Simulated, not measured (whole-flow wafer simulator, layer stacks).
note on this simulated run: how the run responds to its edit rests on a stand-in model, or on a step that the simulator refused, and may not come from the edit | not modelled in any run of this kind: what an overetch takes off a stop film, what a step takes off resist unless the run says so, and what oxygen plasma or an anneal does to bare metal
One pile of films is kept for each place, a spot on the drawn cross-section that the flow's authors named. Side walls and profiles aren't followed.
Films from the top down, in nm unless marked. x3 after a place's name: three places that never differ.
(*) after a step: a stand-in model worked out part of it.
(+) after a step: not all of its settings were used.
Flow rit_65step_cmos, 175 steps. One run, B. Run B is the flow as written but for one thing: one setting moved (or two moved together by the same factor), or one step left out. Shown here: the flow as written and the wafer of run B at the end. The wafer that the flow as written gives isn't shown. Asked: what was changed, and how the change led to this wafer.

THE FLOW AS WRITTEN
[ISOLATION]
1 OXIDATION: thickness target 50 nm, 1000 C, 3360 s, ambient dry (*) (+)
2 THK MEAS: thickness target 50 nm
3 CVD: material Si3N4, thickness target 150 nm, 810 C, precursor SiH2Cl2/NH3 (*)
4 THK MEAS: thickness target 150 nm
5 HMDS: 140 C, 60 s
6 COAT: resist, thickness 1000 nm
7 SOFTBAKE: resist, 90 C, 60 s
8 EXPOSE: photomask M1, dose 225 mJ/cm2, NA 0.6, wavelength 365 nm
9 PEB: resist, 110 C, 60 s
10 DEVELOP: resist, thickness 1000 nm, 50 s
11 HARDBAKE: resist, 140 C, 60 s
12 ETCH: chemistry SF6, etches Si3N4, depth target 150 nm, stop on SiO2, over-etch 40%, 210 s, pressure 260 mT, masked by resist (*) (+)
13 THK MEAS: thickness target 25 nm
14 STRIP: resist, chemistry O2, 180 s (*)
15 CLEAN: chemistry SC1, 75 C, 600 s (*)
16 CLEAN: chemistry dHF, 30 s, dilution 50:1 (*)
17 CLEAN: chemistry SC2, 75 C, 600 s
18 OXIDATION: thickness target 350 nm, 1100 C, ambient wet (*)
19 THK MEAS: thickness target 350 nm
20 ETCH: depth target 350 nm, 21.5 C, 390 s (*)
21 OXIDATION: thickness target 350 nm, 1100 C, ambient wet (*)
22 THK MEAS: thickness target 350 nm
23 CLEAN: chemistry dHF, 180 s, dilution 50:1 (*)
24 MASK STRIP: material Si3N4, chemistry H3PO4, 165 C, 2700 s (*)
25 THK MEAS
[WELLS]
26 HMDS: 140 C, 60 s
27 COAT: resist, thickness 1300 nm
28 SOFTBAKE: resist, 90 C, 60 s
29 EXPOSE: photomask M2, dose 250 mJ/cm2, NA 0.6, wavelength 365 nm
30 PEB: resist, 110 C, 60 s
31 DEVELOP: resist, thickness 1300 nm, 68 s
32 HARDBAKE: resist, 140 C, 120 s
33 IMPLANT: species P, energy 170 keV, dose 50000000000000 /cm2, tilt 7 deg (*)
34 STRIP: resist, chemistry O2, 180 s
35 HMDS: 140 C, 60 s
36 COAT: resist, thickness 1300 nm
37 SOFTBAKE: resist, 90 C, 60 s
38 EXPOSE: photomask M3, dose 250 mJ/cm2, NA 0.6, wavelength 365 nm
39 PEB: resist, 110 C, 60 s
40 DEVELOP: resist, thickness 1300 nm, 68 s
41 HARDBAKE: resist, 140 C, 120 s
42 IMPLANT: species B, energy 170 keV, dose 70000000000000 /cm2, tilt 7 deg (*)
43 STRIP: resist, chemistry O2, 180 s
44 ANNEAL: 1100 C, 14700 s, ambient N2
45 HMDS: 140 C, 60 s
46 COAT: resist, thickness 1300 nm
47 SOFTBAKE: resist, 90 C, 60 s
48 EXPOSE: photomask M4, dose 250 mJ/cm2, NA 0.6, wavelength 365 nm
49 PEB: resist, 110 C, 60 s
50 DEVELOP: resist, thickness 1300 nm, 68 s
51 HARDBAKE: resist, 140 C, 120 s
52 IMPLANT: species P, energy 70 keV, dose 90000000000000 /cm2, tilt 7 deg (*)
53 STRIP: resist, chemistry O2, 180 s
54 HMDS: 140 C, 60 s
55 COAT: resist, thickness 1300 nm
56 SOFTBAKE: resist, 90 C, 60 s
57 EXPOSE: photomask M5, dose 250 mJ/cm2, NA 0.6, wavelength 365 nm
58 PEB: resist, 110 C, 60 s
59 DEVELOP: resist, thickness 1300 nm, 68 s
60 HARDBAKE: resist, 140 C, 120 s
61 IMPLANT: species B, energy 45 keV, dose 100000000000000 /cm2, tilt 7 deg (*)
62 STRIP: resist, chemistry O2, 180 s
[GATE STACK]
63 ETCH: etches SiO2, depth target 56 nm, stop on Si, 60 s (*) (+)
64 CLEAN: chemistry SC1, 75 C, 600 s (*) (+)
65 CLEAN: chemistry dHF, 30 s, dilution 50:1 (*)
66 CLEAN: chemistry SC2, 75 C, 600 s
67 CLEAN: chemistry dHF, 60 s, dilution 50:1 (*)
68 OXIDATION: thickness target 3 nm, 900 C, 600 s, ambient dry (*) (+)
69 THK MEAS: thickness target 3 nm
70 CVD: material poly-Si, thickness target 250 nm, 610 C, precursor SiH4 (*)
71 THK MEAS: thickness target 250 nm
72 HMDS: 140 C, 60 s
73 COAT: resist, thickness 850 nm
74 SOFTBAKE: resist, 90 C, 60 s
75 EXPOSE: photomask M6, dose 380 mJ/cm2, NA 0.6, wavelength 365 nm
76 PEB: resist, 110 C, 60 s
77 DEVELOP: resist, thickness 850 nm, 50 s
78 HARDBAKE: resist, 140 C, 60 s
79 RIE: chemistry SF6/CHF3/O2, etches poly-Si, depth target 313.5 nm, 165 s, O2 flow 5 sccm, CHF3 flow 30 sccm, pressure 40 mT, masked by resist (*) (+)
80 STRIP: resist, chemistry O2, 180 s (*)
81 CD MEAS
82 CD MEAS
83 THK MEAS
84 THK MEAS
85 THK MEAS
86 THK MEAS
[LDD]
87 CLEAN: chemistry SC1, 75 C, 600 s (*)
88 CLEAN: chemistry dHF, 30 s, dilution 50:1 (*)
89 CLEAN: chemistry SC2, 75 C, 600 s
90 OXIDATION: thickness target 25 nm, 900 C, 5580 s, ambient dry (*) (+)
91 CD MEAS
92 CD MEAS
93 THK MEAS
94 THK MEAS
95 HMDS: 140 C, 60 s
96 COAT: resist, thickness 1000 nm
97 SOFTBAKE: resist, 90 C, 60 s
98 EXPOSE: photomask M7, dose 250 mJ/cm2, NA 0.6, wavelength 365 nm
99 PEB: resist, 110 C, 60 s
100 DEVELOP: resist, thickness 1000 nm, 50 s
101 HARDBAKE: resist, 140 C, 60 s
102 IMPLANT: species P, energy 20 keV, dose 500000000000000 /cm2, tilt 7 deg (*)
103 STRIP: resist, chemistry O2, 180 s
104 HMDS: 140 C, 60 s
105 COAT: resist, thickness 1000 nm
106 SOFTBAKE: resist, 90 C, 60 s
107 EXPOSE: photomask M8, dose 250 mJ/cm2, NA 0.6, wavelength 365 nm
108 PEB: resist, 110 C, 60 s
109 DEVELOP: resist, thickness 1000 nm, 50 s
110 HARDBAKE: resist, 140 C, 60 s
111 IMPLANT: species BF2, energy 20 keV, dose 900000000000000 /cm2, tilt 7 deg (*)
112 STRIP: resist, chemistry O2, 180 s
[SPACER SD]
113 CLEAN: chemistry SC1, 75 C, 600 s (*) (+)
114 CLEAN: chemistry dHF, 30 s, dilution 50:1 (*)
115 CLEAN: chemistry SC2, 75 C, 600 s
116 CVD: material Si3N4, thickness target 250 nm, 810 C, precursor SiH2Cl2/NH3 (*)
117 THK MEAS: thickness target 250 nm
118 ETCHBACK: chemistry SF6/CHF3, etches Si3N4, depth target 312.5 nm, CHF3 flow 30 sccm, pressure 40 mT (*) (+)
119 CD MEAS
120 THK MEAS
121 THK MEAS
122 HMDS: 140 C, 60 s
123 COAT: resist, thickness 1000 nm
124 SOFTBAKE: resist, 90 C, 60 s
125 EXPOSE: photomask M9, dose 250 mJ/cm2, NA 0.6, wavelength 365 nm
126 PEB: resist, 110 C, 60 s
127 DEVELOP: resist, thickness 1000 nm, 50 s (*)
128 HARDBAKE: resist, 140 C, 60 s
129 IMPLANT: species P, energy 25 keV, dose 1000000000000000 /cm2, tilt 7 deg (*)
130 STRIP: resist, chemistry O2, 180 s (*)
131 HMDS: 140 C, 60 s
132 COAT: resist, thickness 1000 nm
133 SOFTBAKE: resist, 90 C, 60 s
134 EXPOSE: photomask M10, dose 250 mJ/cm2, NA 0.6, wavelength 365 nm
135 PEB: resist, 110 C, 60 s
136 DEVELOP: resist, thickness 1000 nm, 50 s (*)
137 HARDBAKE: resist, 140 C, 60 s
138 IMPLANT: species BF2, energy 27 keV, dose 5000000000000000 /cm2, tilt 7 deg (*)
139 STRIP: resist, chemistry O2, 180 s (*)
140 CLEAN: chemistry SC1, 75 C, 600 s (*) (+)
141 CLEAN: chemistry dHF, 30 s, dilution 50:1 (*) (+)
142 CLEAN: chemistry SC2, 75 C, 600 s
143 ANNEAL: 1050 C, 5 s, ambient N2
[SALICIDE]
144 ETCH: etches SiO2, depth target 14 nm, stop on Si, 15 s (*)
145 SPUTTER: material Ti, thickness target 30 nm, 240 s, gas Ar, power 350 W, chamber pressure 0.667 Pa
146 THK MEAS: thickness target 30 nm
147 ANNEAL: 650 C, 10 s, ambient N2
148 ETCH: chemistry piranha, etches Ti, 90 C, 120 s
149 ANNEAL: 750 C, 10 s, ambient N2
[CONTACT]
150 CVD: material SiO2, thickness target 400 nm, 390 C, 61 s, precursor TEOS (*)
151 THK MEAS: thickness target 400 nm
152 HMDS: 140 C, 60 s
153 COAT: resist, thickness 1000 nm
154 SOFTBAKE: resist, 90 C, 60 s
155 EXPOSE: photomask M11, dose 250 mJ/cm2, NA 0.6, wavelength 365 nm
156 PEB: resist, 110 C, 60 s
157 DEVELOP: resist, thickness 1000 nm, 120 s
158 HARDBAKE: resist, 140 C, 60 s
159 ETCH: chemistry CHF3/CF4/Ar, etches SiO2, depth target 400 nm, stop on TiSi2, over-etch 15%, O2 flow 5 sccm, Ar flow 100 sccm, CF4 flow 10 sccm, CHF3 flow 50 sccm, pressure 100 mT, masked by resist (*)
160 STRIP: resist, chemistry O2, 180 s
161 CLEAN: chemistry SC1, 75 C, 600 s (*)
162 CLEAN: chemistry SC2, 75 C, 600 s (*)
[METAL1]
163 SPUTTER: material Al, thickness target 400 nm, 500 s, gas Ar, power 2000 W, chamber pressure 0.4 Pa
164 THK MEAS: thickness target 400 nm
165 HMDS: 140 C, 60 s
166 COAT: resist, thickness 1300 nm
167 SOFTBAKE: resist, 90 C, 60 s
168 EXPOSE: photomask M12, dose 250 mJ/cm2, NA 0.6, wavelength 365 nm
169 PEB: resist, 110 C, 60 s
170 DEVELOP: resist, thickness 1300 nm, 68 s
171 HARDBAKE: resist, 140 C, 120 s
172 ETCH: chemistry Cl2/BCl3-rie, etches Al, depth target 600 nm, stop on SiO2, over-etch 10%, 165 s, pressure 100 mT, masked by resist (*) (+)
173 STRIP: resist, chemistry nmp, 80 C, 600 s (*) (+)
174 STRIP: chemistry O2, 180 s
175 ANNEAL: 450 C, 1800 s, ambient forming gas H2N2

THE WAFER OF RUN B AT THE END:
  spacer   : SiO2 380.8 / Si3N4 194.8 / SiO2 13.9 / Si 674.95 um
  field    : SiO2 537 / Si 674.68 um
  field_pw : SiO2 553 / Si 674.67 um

The cause: step 163, SPUTTER: power 2696 W was run, where the flow has power 2000 W.

How the change led to this, step by step:
  163 SPUTTER: material Al, thickness target 400 nm, 500 s, gas Ar, power 2000 W, chamber pressure 0.4 Pa
      field, field_pw, field_p, spacer, spacer_p: Al +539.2 (new film) (as written it would be: Al +400 (new film))
      gate_n, gate_p: Al +516.8 (new film) (as written it would be: Al +396 (new film))
      (and at 1 more place)
  172 ETCH: chemistry Cl2/BCl3-rie, etches Al, depth target 600 nm, stop on SiO2, over-etch 10%, 165 s, pressure 100 mT, masked by resist (*) (+)
      field, field_pw, field_p, spacer, spacer_p: Al -539.2 (all of it), SiO2 -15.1 (as written it would be: Al -400 (all of it), SiO2 -32.5)
      gate_n, gate_p: Al -516.8 (all of it), SiO2 -17.9 (as written it would be: Al -396 (all of it), SiO2 -33)
      (and at 1 more place)
